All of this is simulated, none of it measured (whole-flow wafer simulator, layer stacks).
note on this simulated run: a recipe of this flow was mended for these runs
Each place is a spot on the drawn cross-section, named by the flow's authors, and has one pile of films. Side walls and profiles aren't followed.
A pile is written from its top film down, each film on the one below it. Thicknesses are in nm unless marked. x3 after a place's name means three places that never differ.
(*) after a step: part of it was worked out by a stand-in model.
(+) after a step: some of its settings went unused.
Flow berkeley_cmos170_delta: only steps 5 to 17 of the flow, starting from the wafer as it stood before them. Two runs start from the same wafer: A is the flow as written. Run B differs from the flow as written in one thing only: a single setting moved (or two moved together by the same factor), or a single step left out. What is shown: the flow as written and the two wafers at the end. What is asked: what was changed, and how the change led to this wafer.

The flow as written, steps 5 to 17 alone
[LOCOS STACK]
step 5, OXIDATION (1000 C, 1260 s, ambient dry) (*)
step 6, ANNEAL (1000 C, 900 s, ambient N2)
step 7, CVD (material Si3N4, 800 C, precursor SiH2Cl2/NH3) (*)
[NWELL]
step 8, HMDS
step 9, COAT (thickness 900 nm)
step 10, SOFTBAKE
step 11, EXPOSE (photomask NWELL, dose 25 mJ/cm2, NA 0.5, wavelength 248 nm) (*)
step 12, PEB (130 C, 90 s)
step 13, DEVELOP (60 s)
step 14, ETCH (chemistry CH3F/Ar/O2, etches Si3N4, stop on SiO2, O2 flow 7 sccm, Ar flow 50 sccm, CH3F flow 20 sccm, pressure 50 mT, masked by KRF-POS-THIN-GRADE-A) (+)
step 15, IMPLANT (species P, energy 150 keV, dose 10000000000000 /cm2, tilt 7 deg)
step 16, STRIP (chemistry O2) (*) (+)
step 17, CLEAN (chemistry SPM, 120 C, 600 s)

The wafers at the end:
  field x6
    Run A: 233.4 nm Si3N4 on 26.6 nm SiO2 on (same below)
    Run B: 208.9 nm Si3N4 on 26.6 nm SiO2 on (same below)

Cause: step 7, CVD: 792 C was run, though the flow has 800 C.

How this came from the change, step by step:
  step 7, CVD (material Si3N4, 800 C, precursor SiH2Cl2/NH3) (*)
      field x6, sd_p x3: A +233.4 Si3N4 (new film) | B +208.9 Si3N4 (new film)
  step 14, ETCH (chemistry CH3F/Ar/O2, etches Si3N4, stop on SiO2, O2 flow 7 sccm, Ar flow 50 sccm, CH3F flow 20 sccm, pressure 50 mT, masked by KRF-POS-THIN-GRADE-A) (+)
      field x6: A -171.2 KrF-resist | B -154.8 KrF-resist
      sd_p x3: A -233.4 Si3N4 (all of it), -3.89 SiO2 | B -208.9 Si3N4 (all of it), -3.89 SiO2
  step 16, STRIP (chemistry O2) (*) (+)
      field x6: A -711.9 KrF-resist (all of it) | B -728.2 KrF-resist (all of it)
